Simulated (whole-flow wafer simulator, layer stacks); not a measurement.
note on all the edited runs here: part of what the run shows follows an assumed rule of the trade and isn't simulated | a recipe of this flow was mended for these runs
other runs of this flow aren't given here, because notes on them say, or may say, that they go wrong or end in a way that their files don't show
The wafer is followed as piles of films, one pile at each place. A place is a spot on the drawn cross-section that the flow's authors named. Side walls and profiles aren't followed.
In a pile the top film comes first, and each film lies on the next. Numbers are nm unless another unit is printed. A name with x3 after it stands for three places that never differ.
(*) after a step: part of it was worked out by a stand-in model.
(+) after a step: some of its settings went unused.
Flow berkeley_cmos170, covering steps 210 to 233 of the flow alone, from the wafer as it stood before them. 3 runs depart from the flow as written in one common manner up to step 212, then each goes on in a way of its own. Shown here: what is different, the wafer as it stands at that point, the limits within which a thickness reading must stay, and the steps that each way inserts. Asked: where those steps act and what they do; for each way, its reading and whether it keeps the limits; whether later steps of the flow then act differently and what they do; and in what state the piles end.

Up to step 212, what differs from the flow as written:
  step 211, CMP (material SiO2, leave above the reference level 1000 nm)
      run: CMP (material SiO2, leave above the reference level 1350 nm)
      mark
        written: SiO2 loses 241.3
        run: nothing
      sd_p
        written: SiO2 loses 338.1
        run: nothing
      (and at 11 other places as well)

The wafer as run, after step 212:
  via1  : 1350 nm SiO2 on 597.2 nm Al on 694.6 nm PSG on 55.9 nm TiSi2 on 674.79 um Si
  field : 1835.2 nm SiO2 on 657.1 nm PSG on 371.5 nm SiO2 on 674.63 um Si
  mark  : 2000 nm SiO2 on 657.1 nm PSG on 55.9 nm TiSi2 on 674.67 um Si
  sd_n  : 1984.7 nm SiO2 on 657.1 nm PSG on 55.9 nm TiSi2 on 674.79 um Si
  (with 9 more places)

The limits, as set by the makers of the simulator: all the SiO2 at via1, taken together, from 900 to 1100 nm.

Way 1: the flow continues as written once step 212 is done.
  After step 212, the reading is 1350 nm, outside the limits.
  Later steps of the flow acting differently than as written (1 more step, not shown, differs only slightly: by at most 2% or 0.5 nm, whichever is larger):
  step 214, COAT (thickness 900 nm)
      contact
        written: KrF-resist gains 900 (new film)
        way: KrF-resist gains 1175.8 (new film)
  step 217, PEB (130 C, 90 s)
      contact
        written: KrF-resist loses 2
        way: KrF-resist loses 2.75
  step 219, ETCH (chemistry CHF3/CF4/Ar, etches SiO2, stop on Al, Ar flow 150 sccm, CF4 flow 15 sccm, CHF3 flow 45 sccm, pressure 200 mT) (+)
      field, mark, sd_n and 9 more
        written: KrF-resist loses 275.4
        way: KrF-resist loses 362.9
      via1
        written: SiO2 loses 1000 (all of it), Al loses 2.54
        way: SiO2 loses 1350 (all of it), Al loses 2.54
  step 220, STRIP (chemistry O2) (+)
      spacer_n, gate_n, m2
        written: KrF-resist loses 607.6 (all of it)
        way: KrF-resist loses 519.8 (all of it)
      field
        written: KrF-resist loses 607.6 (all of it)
        way: KrF-resist loses 520 (all of it)
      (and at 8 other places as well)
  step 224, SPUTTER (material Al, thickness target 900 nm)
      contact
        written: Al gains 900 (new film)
        way: Al gains 819.3 (new film)
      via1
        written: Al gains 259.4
        way: Al gains 197.9
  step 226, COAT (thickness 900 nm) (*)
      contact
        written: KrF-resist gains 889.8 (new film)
        way: KrF-resist gains 1240.1 (new film)
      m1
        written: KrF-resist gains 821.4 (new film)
        way: KrF-resist gains 795.2 (new film)
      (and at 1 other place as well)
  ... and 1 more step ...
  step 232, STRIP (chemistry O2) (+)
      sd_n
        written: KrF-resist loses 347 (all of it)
        way: KrF-resist loses 335 (all of it)
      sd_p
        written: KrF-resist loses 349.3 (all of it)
        way: KrF-resist loses 356.5 (all of it)
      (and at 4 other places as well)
  At field, mark, sd_n and 10 more, the piles at the end differ from the flow's by more than 2% or 0.5 nm, whichever is larger.
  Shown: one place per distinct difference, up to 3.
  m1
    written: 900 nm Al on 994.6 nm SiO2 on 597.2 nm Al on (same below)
    way: 900 nm Al on 1344.6 nm SiO2 on 597.2 nm Al on (same below)
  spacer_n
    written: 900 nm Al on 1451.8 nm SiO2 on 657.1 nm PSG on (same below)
    way: 900 nm Al on 1801.8 nm SiO2 on 657.1 nm PSG on (same below)
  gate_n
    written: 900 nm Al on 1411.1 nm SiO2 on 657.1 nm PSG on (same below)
    way: 900 nm Al on 1761.1 nm SiO2 on 657.1 nm PSG on (same below)

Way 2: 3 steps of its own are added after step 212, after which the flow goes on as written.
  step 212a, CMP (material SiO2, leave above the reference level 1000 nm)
      field, sd_n, spacer_n and 7 more
        SiO2 loses 350
      mark
        SiO2 loses 241.3
      sd_p
        SiO2 loses 338.1
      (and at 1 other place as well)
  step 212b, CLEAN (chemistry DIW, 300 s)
      does not change any film at any place that is followed
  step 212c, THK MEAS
      does not change any film at any place that is followed
  After step 212c, the reading is 1000 nm, within the limits.
  Later steps of the flow that are run all act as written at every place that is followed.
  At every place that both follow, the piles at the end match the flow's.

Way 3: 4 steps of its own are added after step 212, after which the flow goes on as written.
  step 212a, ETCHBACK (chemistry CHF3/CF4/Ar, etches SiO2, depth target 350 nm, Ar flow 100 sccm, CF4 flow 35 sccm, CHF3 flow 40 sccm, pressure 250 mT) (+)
      field, mark, sd_n and 10 more
        SiO2 loses 350
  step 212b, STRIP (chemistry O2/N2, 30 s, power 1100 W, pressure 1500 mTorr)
      does not change any film at any place that is followed
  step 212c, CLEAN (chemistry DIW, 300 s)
      does not change any film at any place that is followed
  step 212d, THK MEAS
      does not change any film at any place that is followed
  After step 212d, the reading is 1000 nm, within the limits.
  Later steps of the flow acting differently than as written (1 more step, not shown, differs only slightly: by at most 2% or 0.5 nm, whichever is larger):
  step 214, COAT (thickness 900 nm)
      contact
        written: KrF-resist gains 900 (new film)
        way: KrF-resist gains 1175.8 (new film)
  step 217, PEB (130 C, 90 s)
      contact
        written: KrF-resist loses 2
        way: KrF-resist loses 2.75
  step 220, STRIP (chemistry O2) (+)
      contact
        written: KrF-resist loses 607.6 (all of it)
        way: KrF-resist loses 882.7 (all of it)
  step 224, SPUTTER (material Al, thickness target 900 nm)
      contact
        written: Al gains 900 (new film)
        way: Al gains 819.3 (new film)
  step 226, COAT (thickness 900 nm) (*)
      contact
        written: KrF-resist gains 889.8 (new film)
        way: KrF-resist gains 1236.2 (new film)
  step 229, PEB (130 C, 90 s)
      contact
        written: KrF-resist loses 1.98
        way: KrF-resist loses 2.92
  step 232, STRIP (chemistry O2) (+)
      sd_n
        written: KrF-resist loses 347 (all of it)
        way: KrF-resist loses 332.7 (all of it)
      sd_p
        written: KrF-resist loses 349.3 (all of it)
        way: KrF-resist loses 356.5 (all of it)
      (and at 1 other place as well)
  At mark, contact, the piles at the end differ from the flow's by more than 2% or 0.5 nm, whichever is larger.
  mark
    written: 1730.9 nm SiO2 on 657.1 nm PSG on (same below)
    way: 1622.1 nm SiO2 on 657.1 nm PSG on (same below)
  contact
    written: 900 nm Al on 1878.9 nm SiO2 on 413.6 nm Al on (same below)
    way: 819.3 nm Al on 1593.7 nm SiO2 on 413.6 nm Al on (same below)

The limits are kept by: way 2, way 3. They are not kept by: way 1.
